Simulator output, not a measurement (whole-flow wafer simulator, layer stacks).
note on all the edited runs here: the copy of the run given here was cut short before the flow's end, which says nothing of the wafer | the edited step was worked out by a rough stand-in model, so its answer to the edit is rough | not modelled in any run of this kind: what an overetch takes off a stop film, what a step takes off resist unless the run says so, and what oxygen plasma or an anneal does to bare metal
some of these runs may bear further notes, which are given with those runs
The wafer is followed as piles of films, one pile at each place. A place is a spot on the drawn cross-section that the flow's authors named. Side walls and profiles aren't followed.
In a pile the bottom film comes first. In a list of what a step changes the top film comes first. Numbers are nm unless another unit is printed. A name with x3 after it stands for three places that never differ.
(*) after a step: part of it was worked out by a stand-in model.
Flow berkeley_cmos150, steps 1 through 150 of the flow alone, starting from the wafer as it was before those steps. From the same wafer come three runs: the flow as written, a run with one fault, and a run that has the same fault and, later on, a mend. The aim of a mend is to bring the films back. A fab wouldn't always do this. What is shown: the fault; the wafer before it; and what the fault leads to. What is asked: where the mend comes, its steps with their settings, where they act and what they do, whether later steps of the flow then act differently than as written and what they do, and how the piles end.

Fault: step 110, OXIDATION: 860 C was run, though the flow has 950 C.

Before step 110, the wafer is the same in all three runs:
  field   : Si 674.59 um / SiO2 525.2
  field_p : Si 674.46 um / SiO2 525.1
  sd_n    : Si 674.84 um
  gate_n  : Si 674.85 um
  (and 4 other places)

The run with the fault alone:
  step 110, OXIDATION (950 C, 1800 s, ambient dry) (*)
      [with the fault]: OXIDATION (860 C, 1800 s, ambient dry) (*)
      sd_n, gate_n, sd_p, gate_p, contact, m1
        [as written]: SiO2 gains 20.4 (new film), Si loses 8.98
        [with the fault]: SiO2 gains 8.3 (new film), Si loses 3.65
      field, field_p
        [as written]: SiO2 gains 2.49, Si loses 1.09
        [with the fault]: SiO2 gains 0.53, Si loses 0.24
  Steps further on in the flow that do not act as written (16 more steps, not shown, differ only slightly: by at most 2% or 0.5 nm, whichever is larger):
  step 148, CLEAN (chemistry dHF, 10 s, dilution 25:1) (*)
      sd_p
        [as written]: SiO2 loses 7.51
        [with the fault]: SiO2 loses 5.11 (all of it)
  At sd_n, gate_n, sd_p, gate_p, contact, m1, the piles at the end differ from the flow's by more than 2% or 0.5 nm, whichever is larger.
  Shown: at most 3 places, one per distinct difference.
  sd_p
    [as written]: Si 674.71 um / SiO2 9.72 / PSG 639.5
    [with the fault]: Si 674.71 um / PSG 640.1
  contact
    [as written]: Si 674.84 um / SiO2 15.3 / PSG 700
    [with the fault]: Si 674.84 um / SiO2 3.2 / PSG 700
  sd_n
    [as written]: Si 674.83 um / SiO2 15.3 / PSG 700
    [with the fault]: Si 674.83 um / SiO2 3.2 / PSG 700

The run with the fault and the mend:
  The mend stands after step 112.
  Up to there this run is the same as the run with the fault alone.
  step 112a, OXIDATION (950 C, 1303 s, ambient dry) (*) (a further turn of the flow's step 110, with different settings)
      sd_n, gate_n, sd_p, gate_p, contact, m1
        SiO2 gains 12.3, Si loses 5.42
      field, field_p
        SiO2 gains 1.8, Si loses 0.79
  step 112b, ANNEAL (950 C, 1200 s, ambient N2) (a further turn of the flow's step 111)
      leaves every film unchanged at each place that is followed
  Every later step of the flow that is run acts as written, at every place that is followed, to within 2% or 0.5 nm, whichever is larger.
  The piles end only slightly different from the flow's at the places that both follow, by no more than 2% or 0.5 nm, whichever is larger.
